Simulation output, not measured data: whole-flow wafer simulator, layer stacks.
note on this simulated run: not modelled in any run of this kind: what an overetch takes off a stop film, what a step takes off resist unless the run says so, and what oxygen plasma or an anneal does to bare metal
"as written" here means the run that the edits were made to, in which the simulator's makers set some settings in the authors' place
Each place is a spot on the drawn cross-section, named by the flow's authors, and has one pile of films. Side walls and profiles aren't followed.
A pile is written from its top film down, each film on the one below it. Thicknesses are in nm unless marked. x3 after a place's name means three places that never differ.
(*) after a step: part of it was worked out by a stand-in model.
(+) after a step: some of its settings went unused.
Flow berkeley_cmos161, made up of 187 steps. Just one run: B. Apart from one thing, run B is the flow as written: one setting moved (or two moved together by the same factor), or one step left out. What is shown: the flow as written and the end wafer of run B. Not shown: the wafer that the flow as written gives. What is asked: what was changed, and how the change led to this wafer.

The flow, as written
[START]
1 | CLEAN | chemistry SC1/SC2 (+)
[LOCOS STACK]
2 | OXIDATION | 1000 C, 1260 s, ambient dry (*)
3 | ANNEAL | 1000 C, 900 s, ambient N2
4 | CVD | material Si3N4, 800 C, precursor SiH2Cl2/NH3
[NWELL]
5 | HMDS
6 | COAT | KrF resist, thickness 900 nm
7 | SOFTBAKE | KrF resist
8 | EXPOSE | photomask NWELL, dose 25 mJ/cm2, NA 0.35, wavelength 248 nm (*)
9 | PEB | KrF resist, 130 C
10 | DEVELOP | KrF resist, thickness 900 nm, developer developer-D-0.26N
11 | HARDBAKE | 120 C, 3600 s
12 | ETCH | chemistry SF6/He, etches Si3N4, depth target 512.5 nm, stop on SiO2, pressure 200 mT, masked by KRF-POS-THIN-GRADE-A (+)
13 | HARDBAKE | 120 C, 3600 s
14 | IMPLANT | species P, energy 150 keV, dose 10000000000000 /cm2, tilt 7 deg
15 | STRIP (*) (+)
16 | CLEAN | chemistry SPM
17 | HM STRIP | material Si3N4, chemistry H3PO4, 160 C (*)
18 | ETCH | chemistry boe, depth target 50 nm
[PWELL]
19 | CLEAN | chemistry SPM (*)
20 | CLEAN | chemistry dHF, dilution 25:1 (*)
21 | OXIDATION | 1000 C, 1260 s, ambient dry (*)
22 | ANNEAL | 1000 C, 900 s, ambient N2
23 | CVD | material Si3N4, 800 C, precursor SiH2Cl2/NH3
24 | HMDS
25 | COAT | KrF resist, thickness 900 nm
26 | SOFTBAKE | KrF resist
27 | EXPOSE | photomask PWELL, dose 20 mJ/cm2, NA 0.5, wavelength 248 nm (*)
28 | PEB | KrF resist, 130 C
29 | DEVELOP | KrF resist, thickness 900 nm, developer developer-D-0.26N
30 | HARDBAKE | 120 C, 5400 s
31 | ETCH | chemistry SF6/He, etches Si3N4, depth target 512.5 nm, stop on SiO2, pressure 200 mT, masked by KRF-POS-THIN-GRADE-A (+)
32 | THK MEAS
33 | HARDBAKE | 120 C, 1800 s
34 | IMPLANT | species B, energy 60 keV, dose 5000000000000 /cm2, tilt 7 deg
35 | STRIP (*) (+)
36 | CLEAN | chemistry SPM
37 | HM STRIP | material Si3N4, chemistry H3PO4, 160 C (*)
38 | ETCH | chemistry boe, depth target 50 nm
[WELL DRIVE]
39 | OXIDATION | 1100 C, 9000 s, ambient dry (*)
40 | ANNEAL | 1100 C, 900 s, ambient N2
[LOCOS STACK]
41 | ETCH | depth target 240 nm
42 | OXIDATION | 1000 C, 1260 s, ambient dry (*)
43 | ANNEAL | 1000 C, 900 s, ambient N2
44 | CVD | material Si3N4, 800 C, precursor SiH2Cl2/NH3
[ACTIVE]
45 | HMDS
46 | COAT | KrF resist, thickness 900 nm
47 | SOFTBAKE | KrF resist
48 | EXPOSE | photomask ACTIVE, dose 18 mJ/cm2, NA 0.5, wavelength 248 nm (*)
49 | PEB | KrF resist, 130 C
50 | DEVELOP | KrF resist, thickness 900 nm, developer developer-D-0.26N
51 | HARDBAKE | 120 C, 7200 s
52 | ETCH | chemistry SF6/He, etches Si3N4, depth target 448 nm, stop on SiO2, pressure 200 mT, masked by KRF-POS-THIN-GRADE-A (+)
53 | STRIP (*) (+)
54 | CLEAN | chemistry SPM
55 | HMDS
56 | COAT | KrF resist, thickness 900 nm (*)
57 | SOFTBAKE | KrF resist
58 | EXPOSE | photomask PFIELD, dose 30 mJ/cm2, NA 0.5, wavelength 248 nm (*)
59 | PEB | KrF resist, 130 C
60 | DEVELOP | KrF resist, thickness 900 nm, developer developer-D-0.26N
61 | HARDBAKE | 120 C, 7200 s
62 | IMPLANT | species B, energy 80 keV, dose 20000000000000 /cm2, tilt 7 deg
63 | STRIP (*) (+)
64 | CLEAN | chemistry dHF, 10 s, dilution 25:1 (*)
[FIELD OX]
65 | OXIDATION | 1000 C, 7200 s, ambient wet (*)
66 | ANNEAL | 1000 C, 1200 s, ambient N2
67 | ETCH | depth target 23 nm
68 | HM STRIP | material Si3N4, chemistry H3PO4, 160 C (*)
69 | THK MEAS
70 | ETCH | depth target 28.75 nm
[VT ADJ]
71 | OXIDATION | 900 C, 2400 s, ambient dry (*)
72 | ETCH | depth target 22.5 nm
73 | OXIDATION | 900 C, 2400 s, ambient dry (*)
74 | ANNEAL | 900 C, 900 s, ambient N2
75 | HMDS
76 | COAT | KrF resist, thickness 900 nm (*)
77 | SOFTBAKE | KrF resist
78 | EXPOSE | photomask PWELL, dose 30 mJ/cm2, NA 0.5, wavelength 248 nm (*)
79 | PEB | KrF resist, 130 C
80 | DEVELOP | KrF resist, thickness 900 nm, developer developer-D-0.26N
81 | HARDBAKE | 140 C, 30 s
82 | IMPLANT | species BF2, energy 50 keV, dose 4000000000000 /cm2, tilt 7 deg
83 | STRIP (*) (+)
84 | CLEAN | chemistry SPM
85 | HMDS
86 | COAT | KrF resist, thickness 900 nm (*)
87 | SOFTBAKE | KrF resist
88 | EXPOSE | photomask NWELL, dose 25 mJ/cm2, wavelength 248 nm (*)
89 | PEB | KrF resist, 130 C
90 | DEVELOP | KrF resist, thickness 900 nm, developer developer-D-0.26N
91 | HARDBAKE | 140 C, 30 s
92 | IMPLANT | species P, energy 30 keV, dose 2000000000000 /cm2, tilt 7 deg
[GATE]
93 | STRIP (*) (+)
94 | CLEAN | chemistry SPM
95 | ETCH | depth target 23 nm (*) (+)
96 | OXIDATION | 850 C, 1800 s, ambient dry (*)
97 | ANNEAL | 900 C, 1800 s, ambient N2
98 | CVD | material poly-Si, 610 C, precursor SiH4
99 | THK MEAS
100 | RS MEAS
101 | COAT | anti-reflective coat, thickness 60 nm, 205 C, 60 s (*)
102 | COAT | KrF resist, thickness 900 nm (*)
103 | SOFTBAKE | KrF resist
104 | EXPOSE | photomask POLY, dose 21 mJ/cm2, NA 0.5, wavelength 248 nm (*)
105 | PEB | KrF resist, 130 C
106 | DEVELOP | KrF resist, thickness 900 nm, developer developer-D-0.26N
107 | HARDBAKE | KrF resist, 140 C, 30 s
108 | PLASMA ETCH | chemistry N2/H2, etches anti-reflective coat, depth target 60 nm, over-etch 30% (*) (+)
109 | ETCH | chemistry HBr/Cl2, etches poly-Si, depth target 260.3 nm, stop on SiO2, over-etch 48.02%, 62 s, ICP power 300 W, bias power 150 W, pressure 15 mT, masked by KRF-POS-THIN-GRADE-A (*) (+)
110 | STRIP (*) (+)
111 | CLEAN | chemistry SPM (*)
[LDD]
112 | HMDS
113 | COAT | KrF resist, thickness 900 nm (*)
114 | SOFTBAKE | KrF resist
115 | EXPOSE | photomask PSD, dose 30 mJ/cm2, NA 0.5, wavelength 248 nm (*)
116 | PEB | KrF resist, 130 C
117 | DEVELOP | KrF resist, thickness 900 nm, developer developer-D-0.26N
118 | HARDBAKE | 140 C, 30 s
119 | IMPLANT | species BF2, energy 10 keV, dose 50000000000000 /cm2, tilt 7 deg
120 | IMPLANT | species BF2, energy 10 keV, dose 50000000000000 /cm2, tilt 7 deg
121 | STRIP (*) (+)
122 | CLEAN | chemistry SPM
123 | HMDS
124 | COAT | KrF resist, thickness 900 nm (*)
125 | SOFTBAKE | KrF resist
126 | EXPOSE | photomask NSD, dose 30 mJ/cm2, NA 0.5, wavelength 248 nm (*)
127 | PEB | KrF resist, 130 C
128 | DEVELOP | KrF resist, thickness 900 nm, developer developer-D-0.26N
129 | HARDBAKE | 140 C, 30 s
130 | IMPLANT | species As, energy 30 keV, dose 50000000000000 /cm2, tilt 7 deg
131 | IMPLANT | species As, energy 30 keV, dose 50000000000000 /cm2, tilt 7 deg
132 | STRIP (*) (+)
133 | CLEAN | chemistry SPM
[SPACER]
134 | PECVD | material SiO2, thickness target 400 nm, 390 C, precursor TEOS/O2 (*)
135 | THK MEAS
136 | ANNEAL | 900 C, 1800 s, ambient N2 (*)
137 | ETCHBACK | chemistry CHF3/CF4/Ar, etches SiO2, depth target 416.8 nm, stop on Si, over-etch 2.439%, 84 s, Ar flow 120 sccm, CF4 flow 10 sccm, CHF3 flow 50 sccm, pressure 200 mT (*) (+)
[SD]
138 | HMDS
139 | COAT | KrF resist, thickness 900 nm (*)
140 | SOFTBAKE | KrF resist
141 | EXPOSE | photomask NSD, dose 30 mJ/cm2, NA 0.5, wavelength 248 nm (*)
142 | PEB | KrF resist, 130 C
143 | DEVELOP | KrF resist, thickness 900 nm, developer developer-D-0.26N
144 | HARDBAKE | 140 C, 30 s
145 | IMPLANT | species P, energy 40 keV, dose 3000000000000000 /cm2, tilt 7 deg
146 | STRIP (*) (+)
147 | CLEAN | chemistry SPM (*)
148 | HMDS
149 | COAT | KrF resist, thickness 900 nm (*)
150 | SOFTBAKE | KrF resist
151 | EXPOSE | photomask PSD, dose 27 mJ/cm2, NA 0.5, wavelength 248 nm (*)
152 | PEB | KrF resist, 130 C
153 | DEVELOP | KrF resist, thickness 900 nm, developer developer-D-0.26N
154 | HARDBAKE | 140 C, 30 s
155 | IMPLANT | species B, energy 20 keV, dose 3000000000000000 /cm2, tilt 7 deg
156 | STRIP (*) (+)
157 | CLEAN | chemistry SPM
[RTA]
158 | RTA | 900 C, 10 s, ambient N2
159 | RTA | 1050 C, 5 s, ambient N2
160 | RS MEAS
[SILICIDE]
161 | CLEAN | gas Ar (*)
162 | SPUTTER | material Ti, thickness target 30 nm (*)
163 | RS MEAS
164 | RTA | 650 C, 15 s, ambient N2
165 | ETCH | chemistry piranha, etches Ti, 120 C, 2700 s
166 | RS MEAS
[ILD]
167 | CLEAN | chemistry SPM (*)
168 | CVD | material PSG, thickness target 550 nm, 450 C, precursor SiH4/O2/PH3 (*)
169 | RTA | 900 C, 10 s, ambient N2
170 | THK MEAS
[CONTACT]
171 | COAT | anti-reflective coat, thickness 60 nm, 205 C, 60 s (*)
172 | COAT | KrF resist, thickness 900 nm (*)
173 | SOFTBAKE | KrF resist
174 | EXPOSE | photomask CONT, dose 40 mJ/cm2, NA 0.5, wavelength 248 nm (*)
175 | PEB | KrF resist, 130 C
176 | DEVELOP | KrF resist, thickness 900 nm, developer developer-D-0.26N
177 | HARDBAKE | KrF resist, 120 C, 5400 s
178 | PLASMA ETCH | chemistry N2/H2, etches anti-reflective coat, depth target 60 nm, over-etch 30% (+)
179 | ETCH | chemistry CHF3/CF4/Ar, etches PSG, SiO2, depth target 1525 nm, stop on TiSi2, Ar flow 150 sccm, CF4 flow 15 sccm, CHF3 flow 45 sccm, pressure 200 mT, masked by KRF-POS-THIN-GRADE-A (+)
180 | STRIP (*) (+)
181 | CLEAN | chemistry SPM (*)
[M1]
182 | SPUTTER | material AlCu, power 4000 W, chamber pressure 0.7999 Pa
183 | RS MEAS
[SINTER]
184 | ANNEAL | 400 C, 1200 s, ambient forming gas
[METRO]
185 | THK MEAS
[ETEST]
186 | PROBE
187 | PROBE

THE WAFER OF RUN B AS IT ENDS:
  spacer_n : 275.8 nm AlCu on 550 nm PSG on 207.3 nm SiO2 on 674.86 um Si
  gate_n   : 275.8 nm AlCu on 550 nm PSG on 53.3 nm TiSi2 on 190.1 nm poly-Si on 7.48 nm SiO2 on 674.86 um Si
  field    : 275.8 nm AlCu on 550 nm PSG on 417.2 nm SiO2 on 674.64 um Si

What caused this: step 70, ETCH: depth target 19.89 nm was run, though the flow has depth target 28.75 nm.

How this came from the change, step by step:
  70 | ETCH | depth target 28.75 nm
      spacer_n, gate_n, spacer_p, gate_p, contact, m1: SiO2 loses 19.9 (in the flow as written it would be: SiO2 loses 24.8 (all of it))
      sd_n, sd_p: SiO2 loses 19.9 (in the flow as written it would be: SiO2 loses 25 (all of it))
      (also at 1 further place)
  71 | OXIDATION | 900 C, 2400 s, ambient dry (*)
      sd_n, spacer_n, gate_n, sd_p, spacer_p, gate_p, contact, m1: SiO2 gains 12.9, Si loses 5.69 (in the flow as written it would be: SiO2 gains 14.9 (new film), Si loses 6.57)
  72 | ETCH | depth target 22.5 nm
      spacer_n, gate_n, spacer_p, gate_p, contact, m1: SiO2 loses 17.8 (all of it) (in the flow as written it would be: SiO2 loses 14.9 (all of it))
      sd_n, sd_p: SiO2 loses 18.1 (all of it) (in the flow as written it would be: SiO2 loses 14.9 (all of it))
  101 | COAT | anti-reflective coat, thickness 60 nm, 205 C, 60 s (*)
      sd_n: anti-reflective coat gains 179 (new film) (in the flow as written it would be: anti-reflective coat gains 173.5 (new film))
      spacer_n: anti-reflective coat gains 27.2 (new film) (in the flow as written it would be: anti-reflective coat gains 28.7 (new film))
      (also at 3 further places)
  108 | PLASMA ETCH | chemistry N2/H2, etches anti-reflective coat, depth target 60 nm, over-etch 30% (*) (+)
      sd_n: anti-reflective coat loses 179 (all of it), poly-Si loses 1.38 (in the flow as written it would be: anti-reflective coat loses 173.5 (all of it), poly-Si loses 1.33)
      spacer_n: anti-reflective coat loses 27.2 (all of it), poly-Si loses 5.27 (in the flow as written it would be: anti-reflective coat loses 28.7 (all of it), poly-Si loses 5.05)
      (also at 1 further place)
  110 | STRIP (*) (+)
      gate_n: chemical SiO2 gains 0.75 (new film), KrF resist loses 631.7 (all of it), anti-reflective coat loses 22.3 (all of it), poly-Si loses 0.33 (in the flow as written it would be: chemical SiO2 gains 0.75 (new film), KrF resist loses 626.8 (all of it), anti-reflective coat loses 23.7 (all of it), poly-Si loses 0.33)
      gate_p: chemical SiO2 gains 0.75 (new film), KrF resist loses 601.3 (all of it), anti-reflective coat loses 27.1 (all of it), poly-Si loses 0.33 (in the flow as written it would be: chemical SiO2 gains 0.75 (new film), KrF resist loses 598.2 (all of it), anti-reflective coat loses 27.9 (all of it), poly-Si loses 0.33)
  171 | COAT | anti-reflective coat, thickness 60 nm, 205 C, 60 s (*)
      sd_n: anti-reflective coat gains 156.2 (new film) (in the flow as written it would be: anti-reflective coat gains 149.7 (new film))
      m1: anti-reflective coat gains 100.1 (new film) (in the flow as written it would be: anti-reflective coat gains 97.8 (new film))
  180 | STRIP (*) (+)
      sd_n: KrF resist loses 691 (all of it), anti-reflective coat loses 156.2 (all of it) (in the flow as written it would be: KrF resist loses 692.5 (all of it), anti-reflective coat loses 149.7 (all of it))
      m1: KrF resist loses 742.4 (all of it), anti-reflective coat loses 100.1 (all of it) (in the flow as written it would be: KrF resist loses 739.9 (all of it), anti-reflective coat loses 97.8 (all of it))
